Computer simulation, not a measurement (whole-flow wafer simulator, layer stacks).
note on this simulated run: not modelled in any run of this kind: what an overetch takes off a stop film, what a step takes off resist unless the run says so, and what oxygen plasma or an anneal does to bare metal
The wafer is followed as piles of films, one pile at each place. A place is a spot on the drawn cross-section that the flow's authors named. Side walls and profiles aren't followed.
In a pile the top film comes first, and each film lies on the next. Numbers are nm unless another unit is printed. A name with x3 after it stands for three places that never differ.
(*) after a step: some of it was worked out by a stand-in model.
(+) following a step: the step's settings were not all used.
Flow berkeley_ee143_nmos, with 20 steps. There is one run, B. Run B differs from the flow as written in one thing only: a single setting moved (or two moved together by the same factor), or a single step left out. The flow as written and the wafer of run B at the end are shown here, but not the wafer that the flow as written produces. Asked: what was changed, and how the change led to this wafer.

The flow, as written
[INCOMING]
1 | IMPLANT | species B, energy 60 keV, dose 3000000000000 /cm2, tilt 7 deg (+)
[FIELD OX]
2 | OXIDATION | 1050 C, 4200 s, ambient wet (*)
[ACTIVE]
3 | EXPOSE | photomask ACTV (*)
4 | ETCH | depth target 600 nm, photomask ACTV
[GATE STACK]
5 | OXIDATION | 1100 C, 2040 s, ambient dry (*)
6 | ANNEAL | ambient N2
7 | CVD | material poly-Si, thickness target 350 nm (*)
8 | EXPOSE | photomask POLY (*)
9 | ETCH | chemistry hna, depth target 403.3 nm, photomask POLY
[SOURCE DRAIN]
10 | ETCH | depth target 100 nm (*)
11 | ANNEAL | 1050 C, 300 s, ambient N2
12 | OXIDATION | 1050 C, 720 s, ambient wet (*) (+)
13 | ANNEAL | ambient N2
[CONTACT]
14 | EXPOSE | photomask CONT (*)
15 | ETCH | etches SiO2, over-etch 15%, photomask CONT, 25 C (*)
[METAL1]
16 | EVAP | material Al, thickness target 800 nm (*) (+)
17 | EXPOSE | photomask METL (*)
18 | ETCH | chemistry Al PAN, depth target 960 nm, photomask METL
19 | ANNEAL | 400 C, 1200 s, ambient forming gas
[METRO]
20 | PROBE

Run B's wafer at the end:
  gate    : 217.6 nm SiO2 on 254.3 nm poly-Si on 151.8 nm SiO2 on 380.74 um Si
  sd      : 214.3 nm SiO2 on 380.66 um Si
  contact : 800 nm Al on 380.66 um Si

What caused this: step 4, ETCH: depth target 450 nm was run, while the flow as written has depth target 600 nm.

How this came from the change, step by step:
  4 | ETCH | depth target 600 nm, photomask ACTV
      gate, sd, contact: -450 SiO2 (as written it would have been: -566.4 SiO2 (all of it))
  5 | OXIDATION | 1100 C, 2040 s, ambient dry (*)
      gate, sd, contact: +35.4 SiO2, -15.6 Si (as written it would have been: +79.7 SiO2 (new film), -35.1 Si)
  10 | ETCH | depth target 100 nm (*)
      sd, contact: -100 SiO2 (as written it would have been: -79.7 SiO2 (all of it))
  12 | OXIDATION | 1050 C, 720 s, ambient wet (*) (+)
      sd, contact: +162.5 SiO2, -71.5 Si (as written it would have been: +189.4 SiO2 (new film), -83.4 Si)
  15 | ETCH | etches SiO2, over-etch 15%, photomask CONT, 25 C (*)
      contact: -214.3 SiO2 (all of it) (as written it would have been: -189.4 SiO2 (all of it))
